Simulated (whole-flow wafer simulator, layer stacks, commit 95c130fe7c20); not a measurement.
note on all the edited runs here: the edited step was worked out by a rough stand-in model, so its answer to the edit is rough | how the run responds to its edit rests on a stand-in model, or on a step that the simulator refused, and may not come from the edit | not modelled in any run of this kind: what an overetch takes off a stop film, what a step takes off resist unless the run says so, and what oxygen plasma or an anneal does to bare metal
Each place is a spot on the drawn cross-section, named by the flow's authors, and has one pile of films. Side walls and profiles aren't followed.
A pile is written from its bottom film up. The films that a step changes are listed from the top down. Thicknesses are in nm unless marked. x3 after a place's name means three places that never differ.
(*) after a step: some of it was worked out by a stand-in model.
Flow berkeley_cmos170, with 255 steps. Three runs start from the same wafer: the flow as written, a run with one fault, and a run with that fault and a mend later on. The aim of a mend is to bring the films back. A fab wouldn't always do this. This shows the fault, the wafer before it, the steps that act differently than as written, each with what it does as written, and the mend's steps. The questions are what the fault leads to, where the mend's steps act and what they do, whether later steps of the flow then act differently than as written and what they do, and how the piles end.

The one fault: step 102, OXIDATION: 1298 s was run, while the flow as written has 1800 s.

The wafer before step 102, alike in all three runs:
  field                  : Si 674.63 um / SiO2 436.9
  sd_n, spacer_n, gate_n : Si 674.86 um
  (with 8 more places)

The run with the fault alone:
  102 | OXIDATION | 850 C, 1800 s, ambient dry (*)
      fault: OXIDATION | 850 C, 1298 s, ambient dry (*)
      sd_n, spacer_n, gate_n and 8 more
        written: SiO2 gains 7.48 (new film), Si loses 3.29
        fault: SiO2 gains 6.2 (new film), Si loses 2.73
  Later steps of the flow that are run all act as written at every place that is followed, up to a difference of at most 2% or 0.5 nm, whichever is larger.
  The piles end different from the flow's at gate_n, gate_p by more than 2% or 0.5 nm, whichever is larger.
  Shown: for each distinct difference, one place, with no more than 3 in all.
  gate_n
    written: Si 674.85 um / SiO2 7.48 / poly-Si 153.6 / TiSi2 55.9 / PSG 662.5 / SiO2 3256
    fault: Si 674.85 um / SiO2 6.2 / poly-Si 153.6 / TiSi2 55.9 / PSG 662.5 / SiO2 3257.2

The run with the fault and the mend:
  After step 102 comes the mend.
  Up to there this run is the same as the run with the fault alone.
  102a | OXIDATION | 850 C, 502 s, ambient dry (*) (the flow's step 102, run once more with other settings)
      sd_n, spacer_n, gate_n and 8 more
        SiO2 gains 1.29, Si loses 0.57
      field
        SiO2 gains 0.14, Si loses 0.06
  Later steps of the flow that are run all act as written at every place that is followed.
  By the end, the piles equal the flow's at every place that both follow.
